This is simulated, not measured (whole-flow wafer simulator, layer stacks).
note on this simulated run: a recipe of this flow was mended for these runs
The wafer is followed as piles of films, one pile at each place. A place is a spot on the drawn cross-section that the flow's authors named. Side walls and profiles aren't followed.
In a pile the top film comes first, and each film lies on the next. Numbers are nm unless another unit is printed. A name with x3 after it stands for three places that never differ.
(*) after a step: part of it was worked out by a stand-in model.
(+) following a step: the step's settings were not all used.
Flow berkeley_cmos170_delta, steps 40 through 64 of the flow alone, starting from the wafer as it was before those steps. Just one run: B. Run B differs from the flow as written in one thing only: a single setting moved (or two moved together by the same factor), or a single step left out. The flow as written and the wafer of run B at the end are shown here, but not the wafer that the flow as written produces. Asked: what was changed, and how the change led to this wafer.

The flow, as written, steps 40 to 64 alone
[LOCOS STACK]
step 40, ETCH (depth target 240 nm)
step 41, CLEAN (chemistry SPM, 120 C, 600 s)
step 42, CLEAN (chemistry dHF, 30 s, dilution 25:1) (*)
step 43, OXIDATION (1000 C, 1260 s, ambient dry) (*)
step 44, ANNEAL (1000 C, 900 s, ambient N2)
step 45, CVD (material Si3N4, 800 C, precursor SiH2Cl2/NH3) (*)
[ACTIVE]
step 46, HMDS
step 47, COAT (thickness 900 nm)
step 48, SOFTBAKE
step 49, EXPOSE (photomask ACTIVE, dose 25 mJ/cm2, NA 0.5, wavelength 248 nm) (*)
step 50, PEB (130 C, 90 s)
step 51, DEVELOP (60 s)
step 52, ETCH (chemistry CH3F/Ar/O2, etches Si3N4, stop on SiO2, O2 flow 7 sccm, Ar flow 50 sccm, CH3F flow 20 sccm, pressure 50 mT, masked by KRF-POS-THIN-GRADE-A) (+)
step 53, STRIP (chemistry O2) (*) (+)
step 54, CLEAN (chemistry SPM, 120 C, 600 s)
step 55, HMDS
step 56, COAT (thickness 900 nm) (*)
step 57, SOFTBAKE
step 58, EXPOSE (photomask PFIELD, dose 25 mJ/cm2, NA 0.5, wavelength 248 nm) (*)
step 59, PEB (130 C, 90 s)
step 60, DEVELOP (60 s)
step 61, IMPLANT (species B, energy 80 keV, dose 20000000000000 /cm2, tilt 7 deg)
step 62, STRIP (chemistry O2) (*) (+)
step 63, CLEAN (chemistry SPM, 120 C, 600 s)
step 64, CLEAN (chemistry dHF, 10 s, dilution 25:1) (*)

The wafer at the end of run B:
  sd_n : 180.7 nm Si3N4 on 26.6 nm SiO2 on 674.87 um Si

Cause: step 45, CVD: 792 C was run, though the flow has 800 C.

How this came from the change, step by step:
  step 45, CVD (material Si3N4, 800 C, precursor SiH2Cl2/NH3) (*)
      field, sd_n, spacer_n and 6 more: Si3N4 gains 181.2 (new film) (in the flow as written it would be: Si3N4 gains 202.5 (new film))
  step 52, ETCH (chemistry CH3F/Ar/O2, etches Si3N4, stop on SiO2, O2 flow 7 sccm, Ar flow 50 sccm, CH3F flow 20 sccm, pressure 50 mT, masked by KRF-POS-THIN-GRADE-A) (+)
      sd_n, spacer_n, gate, sd_p, spacer_p, gate_p, contact, m1: KrF-resist loses 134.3 (in the flow as written it would be: KrF-resist loses 148.5)
      field: Si3N4 loses 181.2 (all of it), SiO2 loses 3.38 (in the flow as written it would be: Si3N4 loses 202.5 (all of it), SiO2 loses 3.38)
